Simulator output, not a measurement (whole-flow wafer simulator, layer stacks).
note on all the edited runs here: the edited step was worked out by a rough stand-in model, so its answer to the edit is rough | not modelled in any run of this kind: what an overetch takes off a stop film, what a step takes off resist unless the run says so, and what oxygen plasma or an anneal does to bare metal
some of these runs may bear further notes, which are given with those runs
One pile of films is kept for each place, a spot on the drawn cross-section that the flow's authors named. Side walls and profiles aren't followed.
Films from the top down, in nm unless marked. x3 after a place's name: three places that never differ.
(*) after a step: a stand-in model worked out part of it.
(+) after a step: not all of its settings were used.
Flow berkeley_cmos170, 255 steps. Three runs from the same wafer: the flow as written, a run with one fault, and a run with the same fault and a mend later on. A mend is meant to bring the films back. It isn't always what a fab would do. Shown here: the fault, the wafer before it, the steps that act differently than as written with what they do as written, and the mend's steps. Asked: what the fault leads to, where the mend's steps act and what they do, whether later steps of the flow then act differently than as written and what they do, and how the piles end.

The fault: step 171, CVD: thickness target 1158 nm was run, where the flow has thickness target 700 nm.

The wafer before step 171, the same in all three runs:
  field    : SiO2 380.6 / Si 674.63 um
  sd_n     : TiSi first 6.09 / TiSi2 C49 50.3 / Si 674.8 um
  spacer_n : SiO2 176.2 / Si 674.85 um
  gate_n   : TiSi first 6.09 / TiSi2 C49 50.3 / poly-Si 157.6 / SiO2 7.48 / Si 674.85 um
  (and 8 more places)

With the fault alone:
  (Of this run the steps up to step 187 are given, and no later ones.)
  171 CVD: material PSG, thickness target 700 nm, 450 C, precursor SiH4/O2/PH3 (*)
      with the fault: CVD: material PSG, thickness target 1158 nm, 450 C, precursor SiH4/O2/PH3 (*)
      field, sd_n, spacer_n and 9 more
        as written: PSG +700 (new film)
        with the fault: PSG +1158 (new film)
  Later steps of the flow that act differently than as written (4 more steps differ only slightly, by at most 2% or 0.5 nm, whichever is larger, and aren't shown):
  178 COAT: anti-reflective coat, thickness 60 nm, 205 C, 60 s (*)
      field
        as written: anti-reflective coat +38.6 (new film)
        with the fault: anti-reflective coat +39.4 (new film)
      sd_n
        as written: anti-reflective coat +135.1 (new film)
        with the fault: anti-reflective coat +138.8 (new film)
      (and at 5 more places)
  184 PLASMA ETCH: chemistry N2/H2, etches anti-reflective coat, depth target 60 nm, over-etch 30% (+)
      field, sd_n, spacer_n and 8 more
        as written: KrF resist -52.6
        with the fault: KrF resist -54.4
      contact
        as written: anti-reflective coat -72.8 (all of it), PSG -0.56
        with the fault: anti-reflective coat -75.3 (all of it), PSG -0.58
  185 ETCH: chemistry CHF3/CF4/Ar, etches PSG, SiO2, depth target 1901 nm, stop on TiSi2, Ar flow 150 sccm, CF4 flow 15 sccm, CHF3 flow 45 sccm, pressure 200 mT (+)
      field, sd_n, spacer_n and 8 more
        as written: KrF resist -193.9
        with the fault: KrF resist -308.4
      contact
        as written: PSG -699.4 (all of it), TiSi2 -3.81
        with the fault: PSG -1157.4 (all of it), TiSi2 -3.81
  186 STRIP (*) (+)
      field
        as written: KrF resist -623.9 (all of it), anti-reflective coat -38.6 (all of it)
        with the fault: KrF resist -508.3 (all of it), anti-reflective coat -39.4 (all of it)
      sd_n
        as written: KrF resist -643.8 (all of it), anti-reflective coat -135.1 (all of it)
        with the fault: KrF resist -525.4 (all of it), anti-reflective coat -138.8 (all of it)
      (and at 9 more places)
  After step 187 the piles differ from the flow's by more than 2% or 0.5 nm, whichever is larger, at field, sd_n, spacer_n and 8 more.
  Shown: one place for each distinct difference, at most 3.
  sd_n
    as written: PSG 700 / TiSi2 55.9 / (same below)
    with the fault: PSG 1158 / TiSi2 55.9 / (same below)
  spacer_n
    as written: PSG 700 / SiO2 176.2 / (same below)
    with the fault: PSG 1158 / SiO2 176.2 / (same below)
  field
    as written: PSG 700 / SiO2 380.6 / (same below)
    with the fault: PSG 1158 / SiO2 380.6 / (same below)

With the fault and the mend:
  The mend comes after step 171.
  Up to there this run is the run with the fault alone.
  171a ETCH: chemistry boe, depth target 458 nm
      field, sd_n, spacer_n and 9 more
        PSG -458
  Later steps of the flow that act differently than as written (8 more steps differ only slightly, by at most 2% or 0.5 nm, whichever is larger, and aren't shown):
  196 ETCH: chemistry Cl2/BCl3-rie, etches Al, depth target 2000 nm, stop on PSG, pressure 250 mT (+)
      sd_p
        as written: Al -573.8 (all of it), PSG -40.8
        with the mend: Al -580.6 (all of it), PSG -39.9
  At the end the piles differ from the flow's only slightly at the places that both follow, by at most 2% or 0.5 nm, whichever is larger.
